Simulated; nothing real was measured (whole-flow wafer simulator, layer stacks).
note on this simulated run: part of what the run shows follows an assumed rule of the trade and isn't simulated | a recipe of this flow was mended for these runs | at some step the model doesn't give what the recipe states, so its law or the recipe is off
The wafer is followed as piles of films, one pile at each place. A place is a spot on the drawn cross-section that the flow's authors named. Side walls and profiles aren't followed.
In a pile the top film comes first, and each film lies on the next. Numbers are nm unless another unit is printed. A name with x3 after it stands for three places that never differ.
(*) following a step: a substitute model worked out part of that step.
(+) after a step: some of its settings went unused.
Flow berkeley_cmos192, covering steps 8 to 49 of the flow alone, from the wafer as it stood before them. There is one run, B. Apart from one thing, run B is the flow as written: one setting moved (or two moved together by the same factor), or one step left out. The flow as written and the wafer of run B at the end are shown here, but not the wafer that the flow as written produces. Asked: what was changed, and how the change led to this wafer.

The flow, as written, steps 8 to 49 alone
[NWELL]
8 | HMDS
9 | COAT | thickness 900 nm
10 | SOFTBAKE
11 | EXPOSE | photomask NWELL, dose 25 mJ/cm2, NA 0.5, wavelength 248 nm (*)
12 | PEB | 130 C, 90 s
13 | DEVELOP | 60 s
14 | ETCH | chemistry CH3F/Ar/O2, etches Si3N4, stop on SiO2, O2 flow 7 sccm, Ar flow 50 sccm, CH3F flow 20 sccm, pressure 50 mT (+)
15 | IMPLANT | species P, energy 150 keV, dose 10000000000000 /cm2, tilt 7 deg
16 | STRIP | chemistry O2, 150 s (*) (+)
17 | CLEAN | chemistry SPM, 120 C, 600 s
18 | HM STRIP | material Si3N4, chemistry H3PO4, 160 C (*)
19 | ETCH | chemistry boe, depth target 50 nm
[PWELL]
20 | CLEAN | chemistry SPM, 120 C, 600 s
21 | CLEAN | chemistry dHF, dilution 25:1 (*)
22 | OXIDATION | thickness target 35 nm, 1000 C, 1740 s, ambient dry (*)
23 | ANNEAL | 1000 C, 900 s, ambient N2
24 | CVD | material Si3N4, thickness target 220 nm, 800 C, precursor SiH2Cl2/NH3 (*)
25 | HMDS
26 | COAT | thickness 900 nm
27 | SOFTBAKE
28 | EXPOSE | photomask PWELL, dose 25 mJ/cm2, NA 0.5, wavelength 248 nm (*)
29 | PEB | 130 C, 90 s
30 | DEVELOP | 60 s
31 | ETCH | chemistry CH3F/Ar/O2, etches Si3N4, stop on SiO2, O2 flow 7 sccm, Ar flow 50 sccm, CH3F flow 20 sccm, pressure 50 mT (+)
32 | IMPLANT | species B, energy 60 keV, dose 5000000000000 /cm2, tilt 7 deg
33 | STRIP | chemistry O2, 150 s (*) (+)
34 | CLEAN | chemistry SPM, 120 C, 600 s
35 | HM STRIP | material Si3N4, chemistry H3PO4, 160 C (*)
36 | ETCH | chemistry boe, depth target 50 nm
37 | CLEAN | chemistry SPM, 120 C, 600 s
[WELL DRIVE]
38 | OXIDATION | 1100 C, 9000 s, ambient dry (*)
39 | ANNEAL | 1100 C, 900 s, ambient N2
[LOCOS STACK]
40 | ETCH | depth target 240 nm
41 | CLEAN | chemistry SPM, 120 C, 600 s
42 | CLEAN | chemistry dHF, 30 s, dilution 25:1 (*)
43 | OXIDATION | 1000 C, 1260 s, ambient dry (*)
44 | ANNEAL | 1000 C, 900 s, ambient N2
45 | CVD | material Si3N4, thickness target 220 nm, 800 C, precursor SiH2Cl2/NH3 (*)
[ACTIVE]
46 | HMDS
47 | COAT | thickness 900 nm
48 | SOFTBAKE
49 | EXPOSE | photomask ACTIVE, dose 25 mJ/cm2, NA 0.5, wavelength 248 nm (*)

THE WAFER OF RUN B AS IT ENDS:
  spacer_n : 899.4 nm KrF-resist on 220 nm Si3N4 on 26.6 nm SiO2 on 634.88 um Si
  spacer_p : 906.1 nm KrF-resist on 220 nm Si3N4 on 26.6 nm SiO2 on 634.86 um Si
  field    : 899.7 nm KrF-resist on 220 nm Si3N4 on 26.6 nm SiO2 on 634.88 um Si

What caused this: step 18, HM STRIP: material Si3N4, chemistry H3PO4, 160 C (*), was not run.

The path from the change to this, step by step:
  19 | ETCH | chemistry boe, depth target 50 nm
      field, sd_n, spacer_n, gate, contact, m1: Si3N4 loses 0.5 (it would be, as written: SiO2 loses 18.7 (all of it))
      sd_p, spacer_p, gate_p: SiO2 loses 28 (all of it) (it would be, as written: SiO2 loses 7.69 (all of it))
  20 | CLEAN | chemistry SPM, 120 C, 600 s
      field, sd_n, spacer_n, gate, contact, m1: nothing (it would be, as written: chemical SiO2 gains 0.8 (new film), Si loses 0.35)
  21 | CLEAN | chemistry dHF, dilution 25:1 (*)
      field, sd_n, spacer_n, gate, contact, m1: Si3N4 loses 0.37 (it would be, as written: chemical SiO2 loses 0.8 (all of it))
  22 | OXIDATION | thickness target 35 nm, 1000 C, 1740 s, ambient dry (*)
      field, sd_n, spacer_n, gate, contact, m1: nothing (it would be, as written: SiO2 gains 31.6 (new film), Si loses 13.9)
  24 | CVD | material Si3N4, thickness target 220 nm, 800 C, precursor SiH2Cl2/NH3 (*)
      field, sd_n, spacer_n, gate, contact, m1: Si3N4 gains 220 (it would be, as written: Si3N4 gains 220 (new film))
  26 | COAT | thickness 900 nm
      sd_p: KrF-resist gains 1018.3 (new film) (it would be, as written: KrF-resist gains 900 (new film))
      spacer_p: KrF-resist gains 995.6 (new film) (it would be, as written: KrF-resist gains 900 (new film))
      (also at 1 further place)
  31 | ETCH | chemistry CH3F/Ar/O2, etches Si3N4, stop on SiO2, O2 flow 7 sccm, Ar flow 50 sccm, CH3F flow 20 sccm, pressure 50 mT (+)
      field, sd_n, spacer_n, gate, contact, m1: Si3N4 loses 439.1 (all of it), SiO2 loses 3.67 (it would be, as written: Si3N4 loses 220 (all of it), SiO2 loses 3.67)
      sd_p, spacer_p, gate_p: KrF-resist loses 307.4 (it would be, as written: KrF-resist loses 161.3)
  33 | STRIP | chemistry O2, 150 s (*) (+)
      sd_p: KrF-resist loses 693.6 (all of it) (it would be, as written: KrF-resist loses 721.7 (all of it))
      spacer_p: KrF-resist loses 671 (all of it) (it would be, as written: KrF-resist loses 721.7 (all of it))
      (also at 1 further place)
